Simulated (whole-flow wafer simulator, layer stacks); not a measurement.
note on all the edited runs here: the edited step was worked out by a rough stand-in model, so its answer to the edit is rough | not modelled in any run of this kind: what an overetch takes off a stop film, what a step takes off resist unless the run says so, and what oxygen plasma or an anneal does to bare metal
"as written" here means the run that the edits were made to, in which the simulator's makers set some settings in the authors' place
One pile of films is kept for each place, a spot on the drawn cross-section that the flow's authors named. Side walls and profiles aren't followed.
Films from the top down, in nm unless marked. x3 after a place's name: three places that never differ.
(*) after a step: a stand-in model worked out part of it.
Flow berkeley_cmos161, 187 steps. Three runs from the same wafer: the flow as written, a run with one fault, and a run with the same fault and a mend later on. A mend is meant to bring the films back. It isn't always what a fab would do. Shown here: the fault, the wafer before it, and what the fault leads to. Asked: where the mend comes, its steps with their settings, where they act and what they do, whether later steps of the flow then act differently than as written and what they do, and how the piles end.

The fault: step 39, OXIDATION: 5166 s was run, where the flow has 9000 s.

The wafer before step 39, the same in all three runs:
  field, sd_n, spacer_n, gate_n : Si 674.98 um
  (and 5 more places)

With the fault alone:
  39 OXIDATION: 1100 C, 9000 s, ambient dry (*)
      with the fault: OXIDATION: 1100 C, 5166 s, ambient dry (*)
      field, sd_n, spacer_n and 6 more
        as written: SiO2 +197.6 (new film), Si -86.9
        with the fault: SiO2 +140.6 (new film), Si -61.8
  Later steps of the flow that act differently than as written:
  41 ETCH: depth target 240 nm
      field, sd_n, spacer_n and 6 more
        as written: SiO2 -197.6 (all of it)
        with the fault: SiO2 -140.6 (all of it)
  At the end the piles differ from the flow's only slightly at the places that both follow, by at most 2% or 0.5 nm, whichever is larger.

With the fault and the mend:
  The mend comes after step 39.
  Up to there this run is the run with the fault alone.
  39a OXIDATION: 1100 C, 3834 s, ambient dry (*) (the flow's step 39 once more, with other settings)
      field, sd_n, spacer_n and 6 more
        SiO2 +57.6, Si -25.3
  No later step of the flow acts differently than as written, at any place that is followed, by more than 2% or 0.5 nm, whichever is larger.
  At the end the piles differ from the flow's only slightly at the places that both follow, by at most 2% or 0.5 nm, whichever is larger.
